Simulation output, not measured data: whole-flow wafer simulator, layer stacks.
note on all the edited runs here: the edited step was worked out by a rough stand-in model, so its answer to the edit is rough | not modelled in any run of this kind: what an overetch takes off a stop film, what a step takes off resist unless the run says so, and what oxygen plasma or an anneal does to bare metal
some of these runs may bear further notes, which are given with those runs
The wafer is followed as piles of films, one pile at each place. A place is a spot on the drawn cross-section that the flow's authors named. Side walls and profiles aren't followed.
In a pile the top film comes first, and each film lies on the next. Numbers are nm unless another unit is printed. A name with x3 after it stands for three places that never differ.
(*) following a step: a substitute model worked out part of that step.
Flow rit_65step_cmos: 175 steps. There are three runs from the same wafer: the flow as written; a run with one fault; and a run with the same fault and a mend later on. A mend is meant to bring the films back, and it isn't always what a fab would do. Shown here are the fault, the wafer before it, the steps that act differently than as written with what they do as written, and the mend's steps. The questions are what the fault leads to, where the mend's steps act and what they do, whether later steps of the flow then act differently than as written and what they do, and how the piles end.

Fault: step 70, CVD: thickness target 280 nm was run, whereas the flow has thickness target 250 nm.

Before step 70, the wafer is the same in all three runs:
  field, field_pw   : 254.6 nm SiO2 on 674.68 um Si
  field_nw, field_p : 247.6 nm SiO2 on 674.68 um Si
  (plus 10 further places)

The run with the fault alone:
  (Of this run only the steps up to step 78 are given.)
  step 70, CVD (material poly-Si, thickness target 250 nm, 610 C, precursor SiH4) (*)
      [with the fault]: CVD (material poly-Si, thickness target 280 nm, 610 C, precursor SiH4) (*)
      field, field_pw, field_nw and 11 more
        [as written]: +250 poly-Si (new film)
        [with the fault]: +280 poly-Si (new film)
  None of the later steps of the flow up to step 78 differs from how it acts as written, at any place that is followed, by more than 2% or 0.5 nm, whichever is larger.
  Once step 78 is done, the piles at field, field_pw, field_nw and 11 more depart from the flow's by more than 2% or 0.5 nm, whichever is larger.
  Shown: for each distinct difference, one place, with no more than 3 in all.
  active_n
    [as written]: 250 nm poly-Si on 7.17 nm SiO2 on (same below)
    [with the fault]: 280 nm poly-Si on 7.17 nm SiO2 on (same below)
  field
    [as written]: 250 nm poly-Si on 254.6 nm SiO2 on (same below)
    [with the fault]: 280 nm poly-Si on 254.6 nm SiO2 on (same below)
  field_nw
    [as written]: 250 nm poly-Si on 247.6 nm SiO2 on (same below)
    [with the fault]: 280 nm poly-Si on 247.6 nm SiO2 on (same below)

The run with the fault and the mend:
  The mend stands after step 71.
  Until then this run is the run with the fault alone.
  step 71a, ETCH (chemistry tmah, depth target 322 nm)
      field, field_pw, field_nw and 11 more
        -280 poly-Si (all of it)
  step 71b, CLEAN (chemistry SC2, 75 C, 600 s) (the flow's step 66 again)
      alters no film at any place that is followed
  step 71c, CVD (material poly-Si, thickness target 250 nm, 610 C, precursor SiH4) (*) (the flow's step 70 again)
      field, field_pw, field_nw and 11 more
        +250 poly-Si (new film)
  None of the later steps of the flow acts differently than as written at any place that is followed.
  At every place that both follow, the piles at the end match the flow's.
